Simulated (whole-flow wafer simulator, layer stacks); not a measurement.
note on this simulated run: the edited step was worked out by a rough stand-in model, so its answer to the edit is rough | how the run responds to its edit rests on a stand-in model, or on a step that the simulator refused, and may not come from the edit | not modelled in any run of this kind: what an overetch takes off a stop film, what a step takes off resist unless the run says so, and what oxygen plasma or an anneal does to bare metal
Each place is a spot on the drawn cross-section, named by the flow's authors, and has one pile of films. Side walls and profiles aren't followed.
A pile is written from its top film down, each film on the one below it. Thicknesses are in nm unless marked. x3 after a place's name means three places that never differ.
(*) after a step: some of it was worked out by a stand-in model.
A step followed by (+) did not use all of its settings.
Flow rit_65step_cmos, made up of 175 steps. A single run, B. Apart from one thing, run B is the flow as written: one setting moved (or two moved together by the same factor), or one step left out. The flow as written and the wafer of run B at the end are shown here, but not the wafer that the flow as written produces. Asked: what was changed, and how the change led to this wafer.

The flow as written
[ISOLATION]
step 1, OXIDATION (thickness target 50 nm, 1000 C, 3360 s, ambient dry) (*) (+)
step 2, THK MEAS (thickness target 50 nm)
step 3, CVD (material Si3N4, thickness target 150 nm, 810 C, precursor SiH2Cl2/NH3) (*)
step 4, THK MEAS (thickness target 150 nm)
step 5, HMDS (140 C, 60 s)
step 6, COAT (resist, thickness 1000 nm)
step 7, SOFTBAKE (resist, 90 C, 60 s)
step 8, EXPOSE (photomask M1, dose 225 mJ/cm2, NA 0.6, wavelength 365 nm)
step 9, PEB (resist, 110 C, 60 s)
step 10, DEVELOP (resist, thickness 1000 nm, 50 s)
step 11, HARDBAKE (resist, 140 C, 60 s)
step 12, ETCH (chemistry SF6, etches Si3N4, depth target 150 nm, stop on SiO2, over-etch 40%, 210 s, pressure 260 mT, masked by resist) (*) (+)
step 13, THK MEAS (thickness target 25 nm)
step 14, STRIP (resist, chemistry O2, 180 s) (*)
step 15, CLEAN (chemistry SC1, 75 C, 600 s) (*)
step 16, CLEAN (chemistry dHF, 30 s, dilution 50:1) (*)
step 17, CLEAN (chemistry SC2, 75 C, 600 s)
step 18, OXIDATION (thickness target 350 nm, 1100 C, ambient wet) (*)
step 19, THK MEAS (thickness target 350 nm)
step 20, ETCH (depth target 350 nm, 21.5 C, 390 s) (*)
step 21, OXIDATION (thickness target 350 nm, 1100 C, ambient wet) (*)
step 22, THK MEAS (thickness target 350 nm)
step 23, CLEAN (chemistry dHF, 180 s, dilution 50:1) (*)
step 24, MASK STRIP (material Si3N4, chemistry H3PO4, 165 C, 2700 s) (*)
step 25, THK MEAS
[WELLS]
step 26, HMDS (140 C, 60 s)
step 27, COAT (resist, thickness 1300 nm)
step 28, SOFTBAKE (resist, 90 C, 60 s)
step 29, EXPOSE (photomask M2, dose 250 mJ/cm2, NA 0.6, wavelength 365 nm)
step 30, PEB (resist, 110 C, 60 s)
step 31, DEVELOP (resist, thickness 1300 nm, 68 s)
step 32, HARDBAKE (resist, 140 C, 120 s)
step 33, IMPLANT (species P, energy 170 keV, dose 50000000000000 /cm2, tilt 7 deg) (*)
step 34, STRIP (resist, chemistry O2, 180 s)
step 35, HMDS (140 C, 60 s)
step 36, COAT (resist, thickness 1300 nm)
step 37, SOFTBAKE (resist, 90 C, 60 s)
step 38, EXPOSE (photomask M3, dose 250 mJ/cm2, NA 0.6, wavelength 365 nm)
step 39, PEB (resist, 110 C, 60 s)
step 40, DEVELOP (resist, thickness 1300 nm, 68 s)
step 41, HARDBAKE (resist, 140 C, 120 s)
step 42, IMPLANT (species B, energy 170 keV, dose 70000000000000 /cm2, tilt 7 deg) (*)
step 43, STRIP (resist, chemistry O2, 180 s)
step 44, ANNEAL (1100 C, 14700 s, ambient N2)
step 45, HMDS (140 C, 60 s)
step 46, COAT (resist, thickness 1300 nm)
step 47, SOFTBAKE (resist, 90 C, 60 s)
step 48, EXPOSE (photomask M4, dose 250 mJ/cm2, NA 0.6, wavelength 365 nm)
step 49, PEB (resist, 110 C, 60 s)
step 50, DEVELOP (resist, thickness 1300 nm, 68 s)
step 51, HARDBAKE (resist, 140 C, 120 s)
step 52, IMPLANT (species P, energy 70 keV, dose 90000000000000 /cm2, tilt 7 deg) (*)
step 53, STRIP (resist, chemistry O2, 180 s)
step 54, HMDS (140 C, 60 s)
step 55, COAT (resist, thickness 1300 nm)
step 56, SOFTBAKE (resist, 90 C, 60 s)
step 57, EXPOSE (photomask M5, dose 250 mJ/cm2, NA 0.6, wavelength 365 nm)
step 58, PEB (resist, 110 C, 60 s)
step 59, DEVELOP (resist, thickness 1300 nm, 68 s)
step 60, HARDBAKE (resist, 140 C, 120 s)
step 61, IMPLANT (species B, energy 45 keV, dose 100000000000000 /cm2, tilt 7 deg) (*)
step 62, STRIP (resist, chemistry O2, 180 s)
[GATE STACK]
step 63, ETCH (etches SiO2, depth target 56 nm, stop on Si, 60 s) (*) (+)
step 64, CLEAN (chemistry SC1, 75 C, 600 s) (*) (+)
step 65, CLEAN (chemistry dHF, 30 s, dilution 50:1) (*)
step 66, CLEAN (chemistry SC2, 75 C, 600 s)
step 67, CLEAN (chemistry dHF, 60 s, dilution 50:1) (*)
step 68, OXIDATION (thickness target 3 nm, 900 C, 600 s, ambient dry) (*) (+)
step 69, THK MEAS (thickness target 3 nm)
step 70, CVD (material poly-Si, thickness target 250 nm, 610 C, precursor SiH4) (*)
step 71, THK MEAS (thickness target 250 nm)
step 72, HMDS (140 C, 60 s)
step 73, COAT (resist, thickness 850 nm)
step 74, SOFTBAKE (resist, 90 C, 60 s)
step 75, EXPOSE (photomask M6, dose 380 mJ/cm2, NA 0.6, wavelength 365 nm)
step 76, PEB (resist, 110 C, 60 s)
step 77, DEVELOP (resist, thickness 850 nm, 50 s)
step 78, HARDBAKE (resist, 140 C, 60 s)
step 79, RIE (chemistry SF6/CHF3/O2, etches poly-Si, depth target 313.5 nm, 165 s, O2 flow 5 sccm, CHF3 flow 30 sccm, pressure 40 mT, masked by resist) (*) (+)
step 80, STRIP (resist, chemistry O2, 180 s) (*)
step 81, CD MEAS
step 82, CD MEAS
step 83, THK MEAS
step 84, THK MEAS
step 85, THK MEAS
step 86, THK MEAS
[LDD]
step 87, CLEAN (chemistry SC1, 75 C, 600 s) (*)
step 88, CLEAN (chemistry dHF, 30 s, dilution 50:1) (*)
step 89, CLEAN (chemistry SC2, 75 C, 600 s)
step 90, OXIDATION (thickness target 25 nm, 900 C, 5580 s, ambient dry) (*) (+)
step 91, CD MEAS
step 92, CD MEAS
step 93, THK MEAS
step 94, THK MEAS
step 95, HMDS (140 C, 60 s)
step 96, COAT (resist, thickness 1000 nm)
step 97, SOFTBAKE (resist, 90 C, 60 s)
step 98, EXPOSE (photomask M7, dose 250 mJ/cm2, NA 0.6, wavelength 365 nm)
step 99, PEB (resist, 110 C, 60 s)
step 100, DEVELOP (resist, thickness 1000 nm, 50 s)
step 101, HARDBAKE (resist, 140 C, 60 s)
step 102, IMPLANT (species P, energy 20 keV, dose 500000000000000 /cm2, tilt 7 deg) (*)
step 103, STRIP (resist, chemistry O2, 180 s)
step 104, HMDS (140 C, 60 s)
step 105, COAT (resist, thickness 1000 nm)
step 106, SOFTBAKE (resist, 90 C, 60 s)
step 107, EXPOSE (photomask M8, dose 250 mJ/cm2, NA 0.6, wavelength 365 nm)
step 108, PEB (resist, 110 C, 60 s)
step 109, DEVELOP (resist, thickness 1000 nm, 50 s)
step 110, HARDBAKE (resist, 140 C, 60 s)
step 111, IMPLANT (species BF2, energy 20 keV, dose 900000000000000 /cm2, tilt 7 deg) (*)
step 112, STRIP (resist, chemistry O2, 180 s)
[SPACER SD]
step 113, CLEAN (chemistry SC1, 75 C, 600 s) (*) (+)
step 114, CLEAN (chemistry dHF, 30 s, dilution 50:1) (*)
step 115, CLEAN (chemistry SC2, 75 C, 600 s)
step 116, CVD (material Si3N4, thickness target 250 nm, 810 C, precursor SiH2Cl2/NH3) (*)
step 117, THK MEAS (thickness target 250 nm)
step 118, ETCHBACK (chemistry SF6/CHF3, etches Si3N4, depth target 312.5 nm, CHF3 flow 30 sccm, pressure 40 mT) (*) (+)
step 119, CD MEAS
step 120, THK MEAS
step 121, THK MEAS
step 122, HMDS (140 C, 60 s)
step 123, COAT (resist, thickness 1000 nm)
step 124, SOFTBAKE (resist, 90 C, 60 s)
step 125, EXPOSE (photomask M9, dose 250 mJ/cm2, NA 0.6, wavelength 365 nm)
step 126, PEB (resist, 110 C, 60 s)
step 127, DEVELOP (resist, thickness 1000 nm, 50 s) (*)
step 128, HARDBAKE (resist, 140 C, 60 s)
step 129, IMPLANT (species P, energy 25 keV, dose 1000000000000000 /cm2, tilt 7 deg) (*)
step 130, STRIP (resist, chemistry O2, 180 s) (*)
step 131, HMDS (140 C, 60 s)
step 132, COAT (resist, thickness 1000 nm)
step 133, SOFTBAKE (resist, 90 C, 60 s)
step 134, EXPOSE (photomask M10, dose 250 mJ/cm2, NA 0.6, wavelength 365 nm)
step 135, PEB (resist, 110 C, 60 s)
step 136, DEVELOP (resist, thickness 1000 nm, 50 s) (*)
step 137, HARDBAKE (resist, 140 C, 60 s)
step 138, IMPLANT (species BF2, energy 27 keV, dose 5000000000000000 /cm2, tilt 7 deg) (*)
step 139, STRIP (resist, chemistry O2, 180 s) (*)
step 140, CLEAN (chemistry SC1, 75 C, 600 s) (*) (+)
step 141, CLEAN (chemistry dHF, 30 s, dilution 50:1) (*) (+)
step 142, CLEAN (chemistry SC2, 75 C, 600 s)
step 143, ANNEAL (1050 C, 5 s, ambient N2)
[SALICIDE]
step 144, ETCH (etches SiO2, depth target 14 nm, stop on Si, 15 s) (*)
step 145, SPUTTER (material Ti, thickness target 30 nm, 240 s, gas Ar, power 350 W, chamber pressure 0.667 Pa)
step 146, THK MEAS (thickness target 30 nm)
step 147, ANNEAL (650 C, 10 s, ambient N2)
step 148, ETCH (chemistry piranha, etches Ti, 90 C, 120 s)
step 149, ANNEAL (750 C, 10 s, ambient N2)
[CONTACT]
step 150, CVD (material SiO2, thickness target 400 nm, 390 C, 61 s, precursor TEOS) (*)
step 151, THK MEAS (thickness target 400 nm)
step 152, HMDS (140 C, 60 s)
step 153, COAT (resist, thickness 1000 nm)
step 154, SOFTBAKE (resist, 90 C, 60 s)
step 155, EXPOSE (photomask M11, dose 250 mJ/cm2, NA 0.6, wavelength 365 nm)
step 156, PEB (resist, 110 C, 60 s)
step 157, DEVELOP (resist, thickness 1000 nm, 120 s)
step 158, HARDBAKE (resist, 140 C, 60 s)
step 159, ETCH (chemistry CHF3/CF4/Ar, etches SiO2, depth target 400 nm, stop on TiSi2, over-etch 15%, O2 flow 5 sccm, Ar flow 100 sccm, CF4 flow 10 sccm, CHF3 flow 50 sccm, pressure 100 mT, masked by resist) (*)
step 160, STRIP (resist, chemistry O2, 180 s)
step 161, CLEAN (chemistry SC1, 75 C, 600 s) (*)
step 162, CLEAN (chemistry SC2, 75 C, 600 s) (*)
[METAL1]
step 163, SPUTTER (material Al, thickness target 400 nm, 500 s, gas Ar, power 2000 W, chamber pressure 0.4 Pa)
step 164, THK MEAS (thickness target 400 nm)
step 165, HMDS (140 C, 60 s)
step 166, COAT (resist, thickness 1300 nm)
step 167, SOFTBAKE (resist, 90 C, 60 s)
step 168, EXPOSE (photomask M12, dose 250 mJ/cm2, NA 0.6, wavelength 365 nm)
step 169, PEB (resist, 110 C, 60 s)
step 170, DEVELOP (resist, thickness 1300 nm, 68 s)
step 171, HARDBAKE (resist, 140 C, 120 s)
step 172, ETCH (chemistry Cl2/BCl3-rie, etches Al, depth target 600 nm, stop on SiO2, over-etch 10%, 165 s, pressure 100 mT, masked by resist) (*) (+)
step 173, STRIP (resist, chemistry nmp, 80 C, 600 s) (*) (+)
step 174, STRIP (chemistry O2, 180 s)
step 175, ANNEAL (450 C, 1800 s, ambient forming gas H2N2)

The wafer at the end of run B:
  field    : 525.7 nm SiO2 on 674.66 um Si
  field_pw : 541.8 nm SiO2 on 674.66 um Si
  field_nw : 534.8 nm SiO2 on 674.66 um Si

The reason: step 1, OXIDATION: 1200 C was run, while the flow as written has 1000 C.

The path from the change to this, step by step:
  step 1, OXIDATION (thickness target 50 nm, 1000 C, 3360 s, ambient dry) (*) (+)
      field, field_pw, field_nw and 11 more: +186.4 SiO2 (new film), -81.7 Si (as written it would have been: +51.1 SiO2 (new film), -22.2 Si)
  step 18, OXIDATION (thickness target 350 nm, 1100 C, ambient wet) (*)
      field, field_p: +249 SiO2, -109.6 Si (as written it would have been: +328.1 SiO2, -144.1 Si)
      field_pw, field_nw: +249 SiO2, -109.6 Si (as written it would have been: +332.2 SiO2, -146.2 Si)
  step 20, ETCH (depth target 350 nm, 21.5 C, 390 s) (*)
      field, field_p: -380.9 SiO2 (as written it would have been: -351.3 SiO2 (all of it), -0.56 Si)
      field_pw, field_nw: -380.9 SiO2 (as written it would have been: -355.4 SiO2 (all of it), -0.49 Si)
  step 21, OXIDATION (thickness target 350 nm, 1100 C, ambient wet) (*)
      field, field_pw, field_nw, field_p: +329.7 SiO2, -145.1 Si (as written it would have been: +350 SiO2 (new film), -154 Si)
  step 27, COAT (resist, thickness 1300 nm)
      field: +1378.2 resist (new film) (as written it would have been: +1315.7 resist (new film))
      field_pw: +1357.7 resist (new film) (as written it would have been: +1313 resist (new film))
      (and at 2 other places as well)
  step 30, PEB (resist, 110 C, 60 s)
      field, field_p: -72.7 resist (as written it would have been: -69.2 resist)
      field_pw, field_nw: -71.4 resist (as written it would have been: -69.1 resist)
  step 31, DEVELOP (resist, thickness 1300 nm, 68 s)
      field_nw: -1286.2 resist (all of it) (as written it would have been: -1243.9 resist (all of it))
      field_p: -1305.2 resist (all of it) (as written it would have been: -1246.4 resist (all of it))
  step 32, HARDBAKE (resist, 140 C, 120 s)
      field: -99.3 resist (as written it would have been: -94 resist)
      field_pw: -97 resist (as written it would have been: -93.8 resist)
  step 34, STRIP (resist, chemistry O2, 180 s)
      field: -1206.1 resist (all of it) (as written it would have been: -1152.5 resist (all of it))
      field_pw: -1189.3 resist (all of it) (as written it would have been: -1150.2 resist (all of it))
  step 36, COAT (resist, thickness 1300 nm)
      field: +1378.2 resist (new film) (as written it would have been: +1315.7 resist (new film))
      field_pw: +1357.7 resist (new film) (as written it would have been: +1313 resist (new film))
      (and at 2 other places as well)
  step 39, PEB (resist, 110 C, 60 s)
      field, field_p: -72.7 resist (as written it would have been: -69.2 resist)
      field_pw, field_nw: -71.4 resist (as written it would have been: -69.1 resist)
  step 40, DEVELOP (resist, thickness 1300 nm, 68 s)
      field: -1305.5 resist (all of it) (as written it would have been: -1246.5 resist (all of it))
      field_pw: -1286.3 resist (all of it) (as written it would have been: -1243.9 resist (all of it))
  step 41, HARDBAKE (resist, 140 C, 120 s)
      field_nw: -97 resist (as written it would have been: -93.8 resist)
      field_p: -99.3 resist (as written it would have been: -94 resist)
  step 43, STRIP (resist, chemistry O2, 180 s)
      field_nw: -1189.3 resist (all of it) (as written it would have been: -1150.2 resist (all of it))
      field_p: -1205.9 resist (all of it) (as written it would have been: -1152.5 resist (all of it))
  step 46, COAT (resist, thickness 1300 nm)
      field: +1378.2 resist (new film) (as written it would have been: +1315.7 resist (new film))
      field_pw: +1357.7 resist (new film) (as written it would have been: +1313 resist (new film))
      (and at 2 other places as well)
  step 49, PEB (resist, 110 C, 60 s)
      field, field_p: -72.7 resist (as written it would have been: -69.2 resist)
      field_pw, field_nw: -71.4 resist (as written it would have been: -69.1 resist)
  ... 48 other steps ...
  step 170, DEVELOP (resist, thickness 1300 nm, 68 s)
      gate_n: -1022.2 resist (all of it) (as written it would have been: -1072.6 resist (all of it))
      gate_p: -1029.2 resist (all of it) (as written it would have been: -1076.3 resist (all of it))
      (and at 2 other places as well)
